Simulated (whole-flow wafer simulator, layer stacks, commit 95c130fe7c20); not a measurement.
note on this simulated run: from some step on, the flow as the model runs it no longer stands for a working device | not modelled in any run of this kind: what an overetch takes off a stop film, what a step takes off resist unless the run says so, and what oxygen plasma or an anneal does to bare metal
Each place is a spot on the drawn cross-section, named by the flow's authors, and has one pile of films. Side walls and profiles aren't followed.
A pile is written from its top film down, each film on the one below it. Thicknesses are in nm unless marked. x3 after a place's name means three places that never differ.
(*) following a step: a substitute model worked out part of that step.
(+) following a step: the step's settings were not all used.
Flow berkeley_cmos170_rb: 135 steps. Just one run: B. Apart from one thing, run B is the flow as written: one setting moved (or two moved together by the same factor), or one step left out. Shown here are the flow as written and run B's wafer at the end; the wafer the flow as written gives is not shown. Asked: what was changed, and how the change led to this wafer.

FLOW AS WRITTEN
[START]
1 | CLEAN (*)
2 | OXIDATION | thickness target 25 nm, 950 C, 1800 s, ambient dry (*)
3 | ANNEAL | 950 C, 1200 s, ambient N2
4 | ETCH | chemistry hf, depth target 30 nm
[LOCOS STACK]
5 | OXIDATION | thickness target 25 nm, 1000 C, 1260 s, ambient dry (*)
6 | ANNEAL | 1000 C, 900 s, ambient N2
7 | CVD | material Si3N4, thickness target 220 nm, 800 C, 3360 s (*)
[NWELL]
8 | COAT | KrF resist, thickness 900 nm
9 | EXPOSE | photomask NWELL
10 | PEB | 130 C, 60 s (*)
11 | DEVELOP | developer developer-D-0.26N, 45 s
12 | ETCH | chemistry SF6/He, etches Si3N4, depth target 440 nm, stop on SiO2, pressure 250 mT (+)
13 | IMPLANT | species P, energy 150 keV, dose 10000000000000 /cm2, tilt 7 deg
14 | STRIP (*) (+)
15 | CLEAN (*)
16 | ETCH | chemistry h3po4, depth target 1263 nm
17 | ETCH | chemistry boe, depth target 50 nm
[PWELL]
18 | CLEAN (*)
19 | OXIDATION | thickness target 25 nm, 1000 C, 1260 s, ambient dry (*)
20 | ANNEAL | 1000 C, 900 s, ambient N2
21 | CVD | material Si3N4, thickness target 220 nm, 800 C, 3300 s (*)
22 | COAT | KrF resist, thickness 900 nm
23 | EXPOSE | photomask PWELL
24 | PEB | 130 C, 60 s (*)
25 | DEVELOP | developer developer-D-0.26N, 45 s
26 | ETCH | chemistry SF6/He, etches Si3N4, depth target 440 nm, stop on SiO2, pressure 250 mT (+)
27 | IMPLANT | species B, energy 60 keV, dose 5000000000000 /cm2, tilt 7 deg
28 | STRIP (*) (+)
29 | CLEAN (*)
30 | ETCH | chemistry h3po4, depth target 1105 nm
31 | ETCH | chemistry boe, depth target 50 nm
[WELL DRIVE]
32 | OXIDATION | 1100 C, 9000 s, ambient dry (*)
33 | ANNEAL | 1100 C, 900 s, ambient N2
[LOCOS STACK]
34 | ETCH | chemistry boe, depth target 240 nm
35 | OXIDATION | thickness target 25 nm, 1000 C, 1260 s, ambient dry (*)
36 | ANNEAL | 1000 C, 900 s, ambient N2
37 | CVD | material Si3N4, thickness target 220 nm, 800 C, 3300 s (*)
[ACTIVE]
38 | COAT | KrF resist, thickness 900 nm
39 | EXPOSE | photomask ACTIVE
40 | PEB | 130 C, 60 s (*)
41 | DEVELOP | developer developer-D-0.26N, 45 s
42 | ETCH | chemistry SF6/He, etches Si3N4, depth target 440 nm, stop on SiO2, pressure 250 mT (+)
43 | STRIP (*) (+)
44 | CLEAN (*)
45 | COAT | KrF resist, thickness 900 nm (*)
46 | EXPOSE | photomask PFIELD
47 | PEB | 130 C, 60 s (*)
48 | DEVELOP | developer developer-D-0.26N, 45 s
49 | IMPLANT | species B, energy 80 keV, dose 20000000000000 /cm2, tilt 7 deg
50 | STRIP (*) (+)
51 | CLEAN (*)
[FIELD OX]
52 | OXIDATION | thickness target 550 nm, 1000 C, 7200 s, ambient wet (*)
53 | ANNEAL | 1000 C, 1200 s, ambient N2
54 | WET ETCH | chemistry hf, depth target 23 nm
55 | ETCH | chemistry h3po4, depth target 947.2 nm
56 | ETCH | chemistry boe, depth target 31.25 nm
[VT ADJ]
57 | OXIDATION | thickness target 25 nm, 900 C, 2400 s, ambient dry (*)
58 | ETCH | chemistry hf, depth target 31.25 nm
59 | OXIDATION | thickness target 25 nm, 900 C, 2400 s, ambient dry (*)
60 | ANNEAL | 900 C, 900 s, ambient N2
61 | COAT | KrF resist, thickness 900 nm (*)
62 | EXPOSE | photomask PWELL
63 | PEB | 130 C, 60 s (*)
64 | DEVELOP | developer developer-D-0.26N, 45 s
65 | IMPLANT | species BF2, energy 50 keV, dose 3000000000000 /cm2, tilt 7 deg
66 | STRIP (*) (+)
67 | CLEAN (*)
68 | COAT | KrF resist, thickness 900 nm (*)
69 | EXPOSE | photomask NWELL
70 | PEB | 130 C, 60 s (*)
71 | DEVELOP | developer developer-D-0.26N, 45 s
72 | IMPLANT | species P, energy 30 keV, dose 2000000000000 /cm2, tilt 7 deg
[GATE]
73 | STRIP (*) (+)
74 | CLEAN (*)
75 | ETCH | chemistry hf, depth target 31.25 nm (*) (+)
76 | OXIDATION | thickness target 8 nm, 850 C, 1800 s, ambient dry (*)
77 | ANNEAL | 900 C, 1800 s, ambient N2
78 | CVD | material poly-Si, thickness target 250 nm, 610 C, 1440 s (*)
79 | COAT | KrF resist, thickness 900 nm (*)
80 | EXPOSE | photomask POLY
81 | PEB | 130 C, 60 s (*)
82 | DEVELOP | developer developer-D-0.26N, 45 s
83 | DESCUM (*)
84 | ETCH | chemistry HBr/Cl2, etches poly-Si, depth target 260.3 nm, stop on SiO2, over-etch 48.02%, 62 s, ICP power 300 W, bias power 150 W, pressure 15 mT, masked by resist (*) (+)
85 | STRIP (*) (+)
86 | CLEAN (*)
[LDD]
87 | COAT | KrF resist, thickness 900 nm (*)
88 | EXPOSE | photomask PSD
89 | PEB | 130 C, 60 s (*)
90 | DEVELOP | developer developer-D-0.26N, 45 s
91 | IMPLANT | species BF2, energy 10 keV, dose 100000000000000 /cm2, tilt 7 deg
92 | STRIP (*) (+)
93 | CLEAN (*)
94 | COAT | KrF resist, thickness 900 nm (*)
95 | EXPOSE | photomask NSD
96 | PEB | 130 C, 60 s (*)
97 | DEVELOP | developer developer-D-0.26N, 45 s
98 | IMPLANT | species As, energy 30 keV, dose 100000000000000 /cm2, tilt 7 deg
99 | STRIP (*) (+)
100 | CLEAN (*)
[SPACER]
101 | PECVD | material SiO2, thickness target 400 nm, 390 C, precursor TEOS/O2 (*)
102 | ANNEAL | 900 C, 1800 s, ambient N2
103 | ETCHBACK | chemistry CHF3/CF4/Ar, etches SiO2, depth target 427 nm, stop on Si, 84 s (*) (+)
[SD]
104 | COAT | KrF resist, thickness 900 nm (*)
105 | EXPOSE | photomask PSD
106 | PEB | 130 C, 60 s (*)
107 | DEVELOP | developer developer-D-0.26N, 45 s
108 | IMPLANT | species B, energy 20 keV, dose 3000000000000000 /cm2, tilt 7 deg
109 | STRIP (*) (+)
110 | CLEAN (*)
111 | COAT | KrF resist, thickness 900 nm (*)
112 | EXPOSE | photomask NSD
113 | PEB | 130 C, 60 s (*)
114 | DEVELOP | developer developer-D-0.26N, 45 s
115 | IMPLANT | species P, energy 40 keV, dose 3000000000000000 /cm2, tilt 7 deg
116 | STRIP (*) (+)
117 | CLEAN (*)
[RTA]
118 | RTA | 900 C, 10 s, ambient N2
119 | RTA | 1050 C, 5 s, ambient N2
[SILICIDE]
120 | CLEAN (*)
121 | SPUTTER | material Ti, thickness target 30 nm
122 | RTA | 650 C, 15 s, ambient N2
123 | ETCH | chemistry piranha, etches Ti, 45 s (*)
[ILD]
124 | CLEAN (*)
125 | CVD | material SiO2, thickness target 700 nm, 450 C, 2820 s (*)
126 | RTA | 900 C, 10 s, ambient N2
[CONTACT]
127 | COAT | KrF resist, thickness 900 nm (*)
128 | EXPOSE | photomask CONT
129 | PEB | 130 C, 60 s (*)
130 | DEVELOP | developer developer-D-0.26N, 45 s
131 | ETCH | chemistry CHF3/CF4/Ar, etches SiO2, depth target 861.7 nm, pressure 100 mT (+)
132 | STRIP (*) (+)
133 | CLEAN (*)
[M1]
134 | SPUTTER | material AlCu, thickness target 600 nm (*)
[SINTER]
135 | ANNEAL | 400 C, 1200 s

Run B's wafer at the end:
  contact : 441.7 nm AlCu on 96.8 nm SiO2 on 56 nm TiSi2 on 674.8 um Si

What caused this: step 131, ETCH: depth target 603.2 nm was run, whereas the flow has depth target 861.7 nm.

How this came from the change, step by step:
  131 | ETCH | chemistry CHF3/CF4/Ar, etches SiO2, depth target 861.7 nm, pressure 100 mT (+)
      contact: -603.2 SiO2 (in the flow as written it would be: -700 SiO2 (all of it), -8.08 TiSi2)
      field, sd_n, spacer_n, gate, sd_p, spacer_p, gate_p, m1: -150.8 KrF resist (in the flow as written it would be: -215.4 KrF resist)
  132 | STRIP (*) (+)
      field: -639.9 KrF resist (all of it) (in the flow as written it would be: -575.3 KrF resist (all of it))
      sd_n: -845 KrF resist (all of it) (in the flow as written it would be: -780.4 KrF resist (all of it))
      (also at 6 further places)
  134 | SPUTTER | material AlCu, thickness target 600 nm (*)
      contact: +441.7 AlCu (new film) (in the flow as written it would be: +415.1 AlCu (new film))
